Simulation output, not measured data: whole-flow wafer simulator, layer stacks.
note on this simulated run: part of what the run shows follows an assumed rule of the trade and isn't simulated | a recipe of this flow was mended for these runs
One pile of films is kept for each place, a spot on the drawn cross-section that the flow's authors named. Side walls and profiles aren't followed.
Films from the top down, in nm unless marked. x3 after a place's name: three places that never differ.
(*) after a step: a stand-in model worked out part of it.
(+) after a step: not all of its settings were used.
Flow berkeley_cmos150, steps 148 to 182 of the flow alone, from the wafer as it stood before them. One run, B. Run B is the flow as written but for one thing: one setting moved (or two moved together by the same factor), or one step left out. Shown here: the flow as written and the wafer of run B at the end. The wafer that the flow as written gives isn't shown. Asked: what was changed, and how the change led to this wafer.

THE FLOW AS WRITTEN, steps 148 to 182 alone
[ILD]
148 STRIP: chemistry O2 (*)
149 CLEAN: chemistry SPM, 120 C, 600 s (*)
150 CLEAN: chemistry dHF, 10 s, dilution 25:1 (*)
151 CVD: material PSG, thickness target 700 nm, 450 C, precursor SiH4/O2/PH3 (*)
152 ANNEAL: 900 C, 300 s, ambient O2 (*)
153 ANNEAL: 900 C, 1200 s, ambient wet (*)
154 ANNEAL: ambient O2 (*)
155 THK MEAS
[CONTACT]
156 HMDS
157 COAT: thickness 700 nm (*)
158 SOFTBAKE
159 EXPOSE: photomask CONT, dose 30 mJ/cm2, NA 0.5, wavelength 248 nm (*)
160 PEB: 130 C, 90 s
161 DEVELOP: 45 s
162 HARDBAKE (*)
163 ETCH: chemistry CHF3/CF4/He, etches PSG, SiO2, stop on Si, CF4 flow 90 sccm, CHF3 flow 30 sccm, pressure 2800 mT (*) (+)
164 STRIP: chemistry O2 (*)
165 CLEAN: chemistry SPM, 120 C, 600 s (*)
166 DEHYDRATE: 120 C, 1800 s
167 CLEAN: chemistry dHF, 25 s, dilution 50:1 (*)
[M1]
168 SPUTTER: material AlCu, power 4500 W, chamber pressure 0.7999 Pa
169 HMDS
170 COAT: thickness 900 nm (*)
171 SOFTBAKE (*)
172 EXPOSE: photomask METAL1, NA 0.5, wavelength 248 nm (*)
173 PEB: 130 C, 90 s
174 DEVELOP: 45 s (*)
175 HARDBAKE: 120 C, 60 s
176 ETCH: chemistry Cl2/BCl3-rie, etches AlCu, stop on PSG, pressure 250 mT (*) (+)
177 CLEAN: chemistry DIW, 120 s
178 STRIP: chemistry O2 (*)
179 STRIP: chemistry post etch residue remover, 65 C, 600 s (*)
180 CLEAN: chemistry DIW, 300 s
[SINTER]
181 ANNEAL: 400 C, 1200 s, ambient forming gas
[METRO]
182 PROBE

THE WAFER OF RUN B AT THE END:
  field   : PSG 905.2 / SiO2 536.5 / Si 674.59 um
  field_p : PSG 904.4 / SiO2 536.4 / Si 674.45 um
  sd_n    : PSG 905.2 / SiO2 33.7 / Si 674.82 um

The cause: step 151, CVD: thickness target 1015 nm was run, where the flow has thickness target 700 nm.

How the change led to this, step by step:
  151 CVD: material PSG, thickness target 700 nm, 450 C, precursor SiH4/O2/PH3 (*)
      field, field_p, sd_n, gate_n, gate_p, contact, m1: PSG +1015 (new film) (as written it would be: PSG +700 (new film))
      sd_p: PSG +988.7 (new film) (as written it would be: PSG +639.5 (new film))
  153 ANNEAL: 900 C, 1200 s, ambient wet (*)
      sd_n, contact, m1: PSG -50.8, SiO2 +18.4, Si -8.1 (as written it would be: PSG -35, SiO2 +22.8, Si -10)
      field, field_p: PSG -50.8, SiO2 +13.9, Si -6.12 (as written it would be: PSG -35, SiO2 +16.3, Si -7.15)
      (and at 3 more places)
  157 COAT: thickness 700 nm (*)
      sd_p: KrF-resist +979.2 (new film) (as written it would be: KrF-resist +1000.3 (new film))
  163 ETCH: chemistry CHF3/CF4/He, etches PSG, SiO2, stop on Si, CF4 flow 90 sccm, CHF3 flow 30 sccm, pressure 2800 mT (*) (+)
      field, field_p, sd_n, gate_n, sd_p, gate_p, m1: KrF-resist -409 (as written it would be: KrF-resist -303.7)
      contact: PSG -964.2 (all of it), SiO2 -33.7 (all of it), Si -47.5 (as written it would be: PSG -665 (all of it), SiO2 -38.1 (all of it), Si -47.5)
  164 STRIP: chemistry O2 (*)
      field: KrF-resist -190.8 (all of it) (as written it would be: KrF-resist -294.5 (all of it))
      field_p: KrF-resist -296.6 (all of it) (as written it would be: KrF-resist -397.1 (all of it))
      (and at 5 more places)
  168 SPUTTER: material AlCu, power 4500 W, chamber pressure 0.7999 Pa
      sd_p: AlCu +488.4 (new film) (as written it would be: AlCu +471.4 (new film))
      contact: AlCu +380.6 (new film) (as written it would be: AlCu +443.6 (new film))
  170 COAT: thickness 900 nm (*)
      field: thick-KrF-resist +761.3 (new film) (as written it would be: thick-KrF-resist +782.6 (new film))
      sd_p: thick-KrF-resist +1349.5 (new film) (as written it would be: thick-KrF-resist +1400.4 (new film))
      (and at 2 more places)
  173 PEB: 130 C, 90 s
      contact: thick-KrF-resist -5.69 (as written it would be: thick-KrF-resist -4.56)
  174 DEVELOP: 45 s (*)
      field: thick-KrF-resist -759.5 (all of it), AlCu -10 (as written it would be: thick-KrF-resist -780.8 (all of it), AlCu -10)
      sd_p: thick-KrF-resist -1346.1 (all of it), AlCu -10 (as written it would be: thick-KrF-resist -1396.9 (all of it), AlCu -10)
  175 HARDBAKE: 120 C, 60 s
      contact: thick-KrF-resist -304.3 (as written it would be: thick-KrF-resist -263.1)
      m1: thick-KrF-resist -143.4 (as written it would be: thick-KrF-resist -148.2)
  176 ETCH: chemistry Cl2/BCl3-rie, etches AlCu, stop on PSG, pressure 250 mT (*) (+)
      sd_p: AlCu -478.4 (all of it), PSG -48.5 (as written it would be: AlCu -461.4 (all of it), PSG -50.6)
      gate_p: AlCu -609.8 (all of it), PSG -32 (as written it would be: AlCu -616.1 (all of it), PSG -31.2)
  178 STRIP: chemistry O2 (*)
      contact: thick-KrF-resist -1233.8 (all of it) (as written it would be: thick-KrF-resist -1006.2 (all of it))
      m1: thick-KrF-resist -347 (all of it) (as written it would be: thick-KrF-resist -373.8 (all of it))
